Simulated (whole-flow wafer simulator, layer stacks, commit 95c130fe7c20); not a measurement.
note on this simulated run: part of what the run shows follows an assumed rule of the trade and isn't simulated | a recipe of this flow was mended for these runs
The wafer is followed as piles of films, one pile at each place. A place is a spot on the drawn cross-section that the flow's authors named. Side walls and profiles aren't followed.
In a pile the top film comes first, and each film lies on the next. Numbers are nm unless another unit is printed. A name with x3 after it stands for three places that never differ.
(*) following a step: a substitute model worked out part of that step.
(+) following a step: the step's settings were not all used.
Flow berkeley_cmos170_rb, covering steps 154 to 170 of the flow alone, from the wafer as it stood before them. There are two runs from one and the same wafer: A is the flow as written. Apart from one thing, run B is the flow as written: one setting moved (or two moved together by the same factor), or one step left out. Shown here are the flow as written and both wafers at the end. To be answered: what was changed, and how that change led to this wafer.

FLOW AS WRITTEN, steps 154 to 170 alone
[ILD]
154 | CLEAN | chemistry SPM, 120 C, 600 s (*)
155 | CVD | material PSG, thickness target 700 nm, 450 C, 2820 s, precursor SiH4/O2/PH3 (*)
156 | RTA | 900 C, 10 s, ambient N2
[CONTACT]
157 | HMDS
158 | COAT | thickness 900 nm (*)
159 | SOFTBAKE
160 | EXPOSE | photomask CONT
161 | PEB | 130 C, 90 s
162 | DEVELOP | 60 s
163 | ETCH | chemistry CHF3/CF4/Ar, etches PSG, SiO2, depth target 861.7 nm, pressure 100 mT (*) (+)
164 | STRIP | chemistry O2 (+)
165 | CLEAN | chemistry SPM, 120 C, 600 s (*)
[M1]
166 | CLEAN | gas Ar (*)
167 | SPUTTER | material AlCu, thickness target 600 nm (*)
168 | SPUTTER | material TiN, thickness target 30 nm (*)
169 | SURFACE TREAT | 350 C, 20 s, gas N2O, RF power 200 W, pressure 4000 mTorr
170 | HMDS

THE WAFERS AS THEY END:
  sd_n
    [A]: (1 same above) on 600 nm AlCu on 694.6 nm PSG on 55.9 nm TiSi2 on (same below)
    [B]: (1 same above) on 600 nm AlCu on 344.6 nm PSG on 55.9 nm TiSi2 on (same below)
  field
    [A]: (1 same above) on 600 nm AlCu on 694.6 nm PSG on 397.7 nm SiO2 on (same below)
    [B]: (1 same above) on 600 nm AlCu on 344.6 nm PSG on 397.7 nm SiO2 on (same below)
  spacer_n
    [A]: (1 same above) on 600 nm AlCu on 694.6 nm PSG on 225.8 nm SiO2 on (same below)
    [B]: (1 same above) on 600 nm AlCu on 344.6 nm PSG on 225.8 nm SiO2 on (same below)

What caused this: step 155, CVD: thickness target 350 nm was run, while the flow as written has thickness target 700 nm; step 155, CVD: 1410 s was run, where the flow has 2820 s.

Step by step, how the change led to this:
  155 | CVD | material PSG, thickness target 700 nm, 450 C, 2820 s, precursor SiH4/O2/PH3 (*)
      field, sd_n, spacer_n, gate, spacer_p, gate_p, contact, m1: A +700 PSG (new film) | B +350 PSG (new film)
      sd_p: A +664.1 PSG (new film) | B +334.9 PSG (new film)
  158 | COAT | thickness 900 nm (*)
      sd_p: A +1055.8 KrF-resist (new film) | B +1032.5 KrF-resist (new film)
  163 | ETCH | chemistry CHF3/CF4/Ar, etches PSG, SiO2, depth target 861.7 nm, pressure 100 mT (*) (+)
      contact: A -700 PSG (all of it), -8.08 TiSi2 | B -350 PSG (all of it), -25.6 TiSi2
  164 | STRIP | chemistry O2 (+)
      sd_p: A -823 KrF-resist (all of it) | B -799.8 KrF-resist (all of it)
  167 | SPUTTER | material AlCu, thickness target 600 nm (*)
      contact: A +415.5 AlCu (new film) | B +507.1 AlCu (new film)
  168 | SPUTTER | material TiN, thickness target 30 nm (*)
      contact: A +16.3 TiN (new film) | B +24.1 TiN (new film)
